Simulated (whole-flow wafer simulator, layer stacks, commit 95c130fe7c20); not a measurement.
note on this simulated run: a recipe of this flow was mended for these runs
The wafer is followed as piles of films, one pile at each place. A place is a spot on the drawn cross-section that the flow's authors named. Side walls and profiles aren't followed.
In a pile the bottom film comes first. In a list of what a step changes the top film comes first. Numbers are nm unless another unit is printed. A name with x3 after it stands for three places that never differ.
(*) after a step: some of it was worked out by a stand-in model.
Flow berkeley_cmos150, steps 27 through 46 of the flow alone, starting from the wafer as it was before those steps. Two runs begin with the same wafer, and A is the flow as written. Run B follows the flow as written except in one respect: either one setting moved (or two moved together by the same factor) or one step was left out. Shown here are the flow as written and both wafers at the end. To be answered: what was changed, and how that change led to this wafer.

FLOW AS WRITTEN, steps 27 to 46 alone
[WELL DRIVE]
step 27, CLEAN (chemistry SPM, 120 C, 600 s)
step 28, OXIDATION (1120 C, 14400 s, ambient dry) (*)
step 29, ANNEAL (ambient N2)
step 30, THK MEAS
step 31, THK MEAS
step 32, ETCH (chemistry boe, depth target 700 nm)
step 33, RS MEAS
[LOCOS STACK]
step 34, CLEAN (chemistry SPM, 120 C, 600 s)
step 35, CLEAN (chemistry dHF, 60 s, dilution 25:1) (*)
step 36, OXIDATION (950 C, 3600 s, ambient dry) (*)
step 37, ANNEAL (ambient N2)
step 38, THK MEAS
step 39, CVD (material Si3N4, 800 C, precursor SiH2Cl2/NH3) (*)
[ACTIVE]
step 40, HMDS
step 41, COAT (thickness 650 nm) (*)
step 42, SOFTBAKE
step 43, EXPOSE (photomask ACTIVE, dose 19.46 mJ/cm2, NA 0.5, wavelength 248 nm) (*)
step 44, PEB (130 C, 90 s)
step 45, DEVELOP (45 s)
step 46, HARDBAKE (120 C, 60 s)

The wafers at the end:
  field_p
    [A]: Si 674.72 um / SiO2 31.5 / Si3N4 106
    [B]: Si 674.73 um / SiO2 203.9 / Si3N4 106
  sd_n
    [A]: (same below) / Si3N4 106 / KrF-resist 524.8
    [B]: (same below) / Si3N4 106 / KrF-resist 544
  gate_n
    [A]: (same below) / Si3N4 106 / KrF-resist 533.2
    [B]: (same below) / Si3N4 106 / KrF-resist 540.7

The reason: step 32, ETCH: depth target 350 nm was run, though the flow has depth target 700 nm.

How this came from the change, step by step:
  step 32, ETCH (chemistry boe, depth target 700 nm)
      field_p, sd_p, gate_p: A SiO2 loses 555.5 (all of it) | B SiO2 loses 350
  step 34, CLEAN (chemistry SPM, 120 C, 600 s)
      field_p, sd_p, gate_p: A chemical SiO2 gains 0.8 (new film), Si loses 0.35 | B nothing
  step 35, CLEAN (chemistry dHF, 60 s, dilution 25:1) (*)
      field_p, sd_p, gate_p: A chemical SiO2 loses 0.8 (all of it) | B SiO2 loses 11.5
  step 36, OXIDATION (950 C, 3600 s, ambient dry) (*)
      field_p, sd_p, gate_p: A SiO2 gains 31.5 (new film), Si loses 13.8 | B SiO2 gains 9.87, Si loses 4.34
  step 41, COAT (thickness 650 nm) (*)
      field: A KrF-resist gains 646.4 (new film) | B KrF-resist gains 662.3 (new film)
      field_p: A KrF-resist gains 715.2 (new film) | B KrF-resist gains 626.1 (new film)
      (and at 3 other places as well)
  step 45, DEVELOP (45 s)
      field: A KrF-resist loses 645 (all of it) | B KrF-resist loses 660.8 (all of it)
      field_p: A KrF-resist loses 713.6 (all of it) | B KrF-resist loses 624.7 (all of it)
  step 46, HARDBAKE (120 C, 60 s)
      sd_n: A KrF-resist loses 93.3 | B KrF-resist loses 96.7
      sd_p: A KrF-resist loses 102.4 | B KrF-resist loses 93.2
      (and at 1 other place as well)
